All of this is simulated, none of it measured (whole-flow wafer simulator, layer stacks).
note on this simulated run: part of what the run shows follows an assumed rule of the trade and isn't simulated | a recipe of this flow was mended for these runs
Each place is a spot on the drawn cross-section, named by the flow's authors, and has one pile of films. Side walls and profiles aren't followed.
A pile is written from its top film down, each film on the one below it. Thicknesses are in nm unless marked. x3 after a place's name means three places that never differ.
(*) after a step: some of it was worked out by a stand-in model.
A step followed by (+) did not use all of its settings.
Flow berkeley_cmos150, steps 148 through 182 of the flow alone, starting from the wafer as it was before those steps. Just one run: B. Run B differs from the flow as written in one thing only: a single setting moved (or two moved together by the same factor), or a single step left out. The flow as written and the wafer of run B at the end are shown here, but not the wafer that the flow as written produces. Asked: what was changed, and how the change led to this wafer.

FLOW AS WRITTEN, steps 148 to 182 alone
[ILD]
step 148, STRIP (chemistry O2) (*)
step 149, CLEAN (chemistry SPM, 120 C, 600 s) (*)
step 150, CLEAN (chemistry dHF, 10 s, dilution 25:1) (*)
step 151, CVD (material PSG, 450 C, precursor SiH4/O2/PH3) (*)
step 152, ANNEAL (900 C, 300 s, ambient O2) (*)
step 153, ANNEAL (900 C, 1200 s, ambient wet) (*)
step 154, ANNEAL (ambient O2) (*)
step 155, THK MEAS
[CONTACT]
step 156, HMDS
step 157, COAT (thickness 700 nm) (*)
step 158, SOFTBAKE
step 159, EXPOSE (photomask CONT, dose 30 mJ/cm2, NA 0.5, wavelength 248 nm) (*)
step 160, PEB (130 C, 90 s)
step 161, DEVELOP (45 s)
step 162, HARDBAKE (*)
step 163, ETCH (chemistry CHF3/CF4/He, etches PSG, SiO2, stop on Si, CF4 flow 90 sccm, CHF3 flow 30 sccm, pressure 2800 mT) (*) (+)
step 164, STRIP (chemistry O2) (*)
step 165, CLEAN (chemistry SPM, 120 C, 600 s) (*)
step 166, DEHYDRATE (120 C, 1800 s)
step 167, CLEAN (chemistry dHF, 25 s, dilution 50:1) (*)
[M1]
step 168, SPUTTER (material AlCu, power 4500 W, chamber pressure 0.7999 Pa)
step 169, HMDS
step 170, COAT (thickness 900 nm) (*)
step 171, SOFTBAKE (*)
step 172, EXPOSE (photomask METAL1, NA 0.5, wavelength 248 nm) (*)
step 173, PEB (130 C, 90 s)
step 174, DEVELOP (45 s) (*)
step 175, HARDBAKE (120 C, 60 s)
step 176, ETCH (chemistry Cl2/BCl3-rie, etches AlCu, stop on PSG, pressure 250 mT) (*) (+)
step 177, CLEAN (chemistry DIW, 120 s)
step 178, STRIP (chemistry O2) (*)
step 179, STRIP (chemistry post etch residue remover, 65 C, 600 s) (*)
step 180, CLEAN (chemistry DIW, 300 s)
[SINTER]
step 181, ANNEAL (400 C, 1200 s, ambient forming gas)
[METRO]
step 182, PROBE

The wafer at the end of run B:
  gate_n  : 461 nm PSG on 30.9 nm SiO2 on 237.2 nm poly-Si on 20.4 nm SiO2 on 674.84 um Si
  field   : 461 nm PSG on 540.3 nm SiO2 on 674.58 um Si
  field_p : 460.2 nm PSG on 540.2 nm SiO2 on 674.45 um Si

The reason: step 151, CVD: 415 C was run, whereas the flow has 450 C.

The path from the change to this, step by step:
  step 151, CVD (material PSG, 450 C, precursor SiH4/O2/PH3) (*)
      field, field_p, sd_n, gate_n, gate_p, contact, m1: PSG gains 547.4 (new film) (in the flow as written it would be: PSG gains 700 (new film))
      sd_p: PSG gains 503.5 (new film) (in the flow as written it would be: PSG gains 639.5 (new film))
  step 153, ANNEAL (900 C, 1200 s, ambient wet) (*)
      sd_n, contact, m1: PSG loses 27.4, SiO2 gains 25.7, Si loses 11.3 (in the flow as written it would be: PSG loses 35, SiO2 gains 22.8, Si loses 10)
      field, field_p: PSG loses 27.4, SiO2 gains 17.7, Si loses 7.79 (in the flow as written it would be: PSG loses 35, SiO2 gains 16.3, Si loses 7.15)
      (and at 3 other places as well)
  step 157, COAT (thickness 700 nm) (*)
      sd_p: KrF-resist gains 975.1 (new film) (in the flow as written it would be: KrF-resist gains 1000.3 (new film))
  step 163, ETCH (chemistry CHF3/CF4/He, etches PSG, SiO2, stop on Si, CF4 flow 90 sccm, CHF3 flow 30 sccm, pressure 2800 mT) (*) (+)
      field, field_p, sd_n, gate_n, sd_p, gate_p, m1: KrF-resist loses 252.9 (in the flow as written it would be: KrF-resist loses 303.7)
      contact: PSG loses 520 (all of it), SiO2 loses 41 (all of it), Si loses 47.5 (in the flow as written it would be: PSG loses 665 (all of it), SiO2 loses 38.1 (all of it), Si loses 47.5)
  step 164, STRIP (chemistry O2) (*)
      field: KrF-resist loses 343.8 (all of it) (in the flow as written it would be: KrF-resist loses 294.5 (all of it))
      field_p: KrF-resist loses 444.1 (all of it) (in the flow as written it would be: KrF-resist loses 397.1 (all of it))
      (and at 5 other places as well)
  step 168, SPUTTER (material AlCu, power 4500 W, chamber pressure 0.7999 Pa)
      contact: AlCu gains 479 (new film) (in the flow as written it would be: AlCu gains 443.6 (new film))
  step 170, COAT (thickness 900 nm) (*)
      contact: thick-KrF-resist gains 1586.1 (new film) (in the flow as written it would be: thick-KrF-resist gains 1720.1 (new film))
  step 175, HARDBAKE (120 C, 60 s)
      contact: thick-KrF-resist loses 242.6 (in the flow as written it would be: thick-KrF-resist loses 263.1)
  step 176, ETCH (chemistry Cl2/BCl3-rie, etches AlCu, stop on PSG, pressure 250 mT) (*) (+)
      sd_p: AlCu loses 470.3 (all of it), PSG loses 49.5 (in the flow as written it would be: AlCu loses 461.4 (all of it), PSG loses 50.6)
  step 178, STRIP (chemistry O2) (*)
      contact: thick-KrF-resist loses 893 (all of it) (in the flow as written it would be: thick-KrF-resist loses 1006.2 (all of it))
      m1: thick-KrF-resist loses 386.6 (all of it) (in the flow as written it would be: thick-KrF-resist loses 373.8 (all of it))
